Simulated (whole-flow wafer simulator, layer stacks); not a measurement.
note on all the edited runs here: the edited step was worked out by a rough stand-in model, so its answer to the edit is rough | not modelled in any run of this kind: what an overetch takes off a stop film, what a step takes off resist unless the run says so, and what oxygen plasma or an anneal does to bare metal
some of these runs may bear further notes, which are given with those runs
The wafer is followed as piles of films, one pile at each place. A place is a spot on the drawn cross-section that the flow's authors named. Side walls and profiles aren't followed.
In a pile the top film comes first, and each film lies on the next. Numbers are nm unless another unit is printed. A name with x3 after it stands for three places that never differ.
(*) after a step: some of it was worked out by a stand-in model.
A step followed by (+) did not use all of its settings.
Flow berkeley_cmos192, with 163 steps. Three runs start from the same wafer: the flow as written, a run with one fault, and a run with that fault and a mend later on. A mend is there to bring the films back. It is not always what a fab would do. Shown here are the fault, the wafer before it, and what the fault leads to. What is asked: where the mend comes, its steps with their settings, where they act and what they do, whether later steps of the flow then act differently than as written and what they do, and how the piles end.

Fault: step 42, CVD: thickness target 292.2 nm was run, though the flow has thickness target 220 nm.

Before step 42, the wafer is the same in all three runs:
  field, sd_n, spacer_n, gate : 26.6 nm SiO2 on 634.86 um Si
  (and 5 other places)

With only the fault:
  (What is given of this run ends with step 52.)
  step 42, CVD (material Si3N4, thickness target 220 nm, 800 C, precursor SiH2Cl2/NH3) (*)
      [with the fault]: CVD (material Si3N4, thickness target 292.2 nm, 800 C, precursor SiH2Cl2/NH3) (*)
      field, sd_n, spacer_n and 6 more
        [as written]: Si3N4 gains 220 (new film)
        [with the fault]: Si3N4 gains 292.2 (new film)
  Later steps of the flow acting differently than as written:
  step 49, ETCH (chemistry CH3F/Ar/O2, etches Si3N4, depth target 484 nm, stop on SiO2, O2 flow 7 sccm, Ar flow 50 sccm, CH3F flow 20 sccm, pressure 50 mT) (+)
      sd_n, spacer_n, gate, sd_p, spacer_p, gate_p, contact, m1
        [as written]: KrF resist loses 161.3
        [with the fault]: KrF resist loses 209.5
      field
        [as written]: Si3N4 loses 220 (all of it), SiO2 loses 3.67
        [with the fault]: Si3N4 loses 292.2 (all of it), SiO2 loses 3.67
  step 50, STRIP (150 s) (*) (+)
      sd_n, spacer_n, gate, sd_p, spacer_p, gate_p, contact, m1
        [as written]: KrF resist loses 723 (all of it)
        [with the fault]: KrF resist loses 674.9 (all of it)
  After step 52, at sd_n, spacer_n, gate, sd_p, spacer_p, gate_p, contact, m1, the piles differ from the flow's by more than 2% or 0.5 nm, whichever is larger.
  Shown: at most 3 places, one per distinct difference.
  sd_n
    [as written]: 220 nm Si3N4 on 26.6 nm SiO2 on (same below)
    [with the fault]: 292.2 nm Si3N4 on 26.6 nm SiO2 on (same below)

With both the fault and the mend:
  After step 42 comes the mend.
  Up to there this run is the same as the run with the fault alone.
  step 42a, ETCH (chemistry h3po4, depth target 336 nm)
      field, sd_n, spacer_n and 6 more
        Si3N4 loses 292.2 (all of it)
  step 42b, CLEAN (chemistry SPM) (the flow's step 34, run once more)
      does not change any film at any place that is followed
  step 42c, CVD (material Si3N4, thickness target 220 nm, 800 C, precursor SiH2Cl2/NH3) (*) (the flow's step 42, run once more)
      field, sd_n, spacer_n and 6 more
        Si3N4 gains 220 (new film)
  None of the later steps of the flow acts differently than as written at any place that is followed.
  The piles end the same as the flow's at every place that both follow.
